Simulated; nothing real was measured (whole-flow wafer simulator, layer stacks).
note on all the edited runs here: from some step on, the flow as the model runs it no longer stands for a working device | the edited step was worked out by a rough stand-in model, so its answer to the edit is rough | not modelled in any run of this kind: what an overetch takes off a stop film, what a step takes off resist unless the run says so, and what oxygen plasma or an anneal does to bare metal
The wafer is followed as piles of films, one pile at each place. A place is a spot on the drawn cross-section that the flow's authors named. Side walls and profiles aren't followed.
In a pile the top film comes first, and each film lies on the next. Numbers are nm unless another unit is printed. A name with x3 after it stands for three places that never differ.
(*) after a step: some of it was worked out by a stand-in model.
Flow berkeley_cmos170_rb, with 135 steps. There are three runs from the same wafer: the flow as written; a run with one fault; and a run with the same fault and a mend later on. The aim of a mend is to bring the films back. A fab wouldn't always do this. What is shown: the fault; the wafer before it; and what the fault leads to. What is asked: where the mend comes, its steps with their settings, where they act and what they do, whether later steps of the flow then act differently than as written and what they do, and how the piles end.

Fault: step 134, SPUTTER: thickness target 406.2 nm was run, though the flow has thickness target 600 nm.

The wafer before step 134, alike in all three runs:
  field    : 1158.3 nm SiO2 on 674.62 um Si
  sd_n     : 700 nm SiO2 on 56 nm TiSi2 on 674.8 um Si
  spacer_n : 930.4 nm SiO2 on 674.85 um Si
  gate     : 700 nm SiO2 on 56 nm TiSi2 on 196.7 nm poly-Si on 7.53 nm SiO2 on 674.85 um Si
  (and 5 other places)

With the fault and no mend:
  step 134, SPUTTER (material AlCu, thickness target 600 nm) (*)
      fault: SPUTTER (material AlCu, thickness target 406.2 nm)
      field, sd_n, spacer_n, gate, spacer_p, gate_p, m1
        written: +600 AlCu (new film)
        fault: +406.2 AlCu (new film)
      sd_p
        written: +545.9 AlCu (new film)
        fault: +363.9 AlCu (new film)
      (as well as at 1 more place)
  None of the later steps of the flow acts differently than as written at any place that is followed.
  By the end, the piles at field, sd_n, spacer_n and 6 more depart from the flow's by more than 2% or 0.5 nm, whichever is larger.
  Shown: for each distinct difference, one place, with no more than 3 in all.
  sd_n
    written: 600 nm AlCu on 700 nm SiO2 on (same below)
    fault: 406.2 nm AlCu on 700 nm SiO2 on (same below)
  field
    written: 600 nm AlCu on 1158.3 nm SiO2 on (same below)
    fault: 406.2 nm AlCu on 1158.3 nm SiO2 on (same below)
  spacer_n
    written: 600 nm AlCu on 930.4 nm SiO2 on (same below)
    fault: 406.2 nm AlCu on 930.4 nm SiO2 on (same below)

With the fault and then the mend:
  After step 134 comes the mend.
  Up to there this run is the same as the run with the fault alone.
  step 134a, ETCH (chemistry al pan, depth target 466.8 nm)
      field, sd_n, spacer_n, gate, spacer_p, gate_p, m1
        -406.2 AlCu (all of it)
      sd_p
        -363.9 AlCu (all of it)
      contact
        -285 AlCu (all of it)
  step 134b, SPUTTER (material AlCu, thickness target 600 nm) (*) (a further turn of the flow's step 134)
      field, sd_n, spacer_n, gate, spacer_p, gate_p, m1
        +600 AlCu (new film)
      sd_p
        +545.9 AlCu (new film)
      contact
        +415.1 AlCu (new film)
  None of the later steps of the flow acts differently than as written at any place that is followed.
  By the end, the piles equal the flow's at every place that both follow.
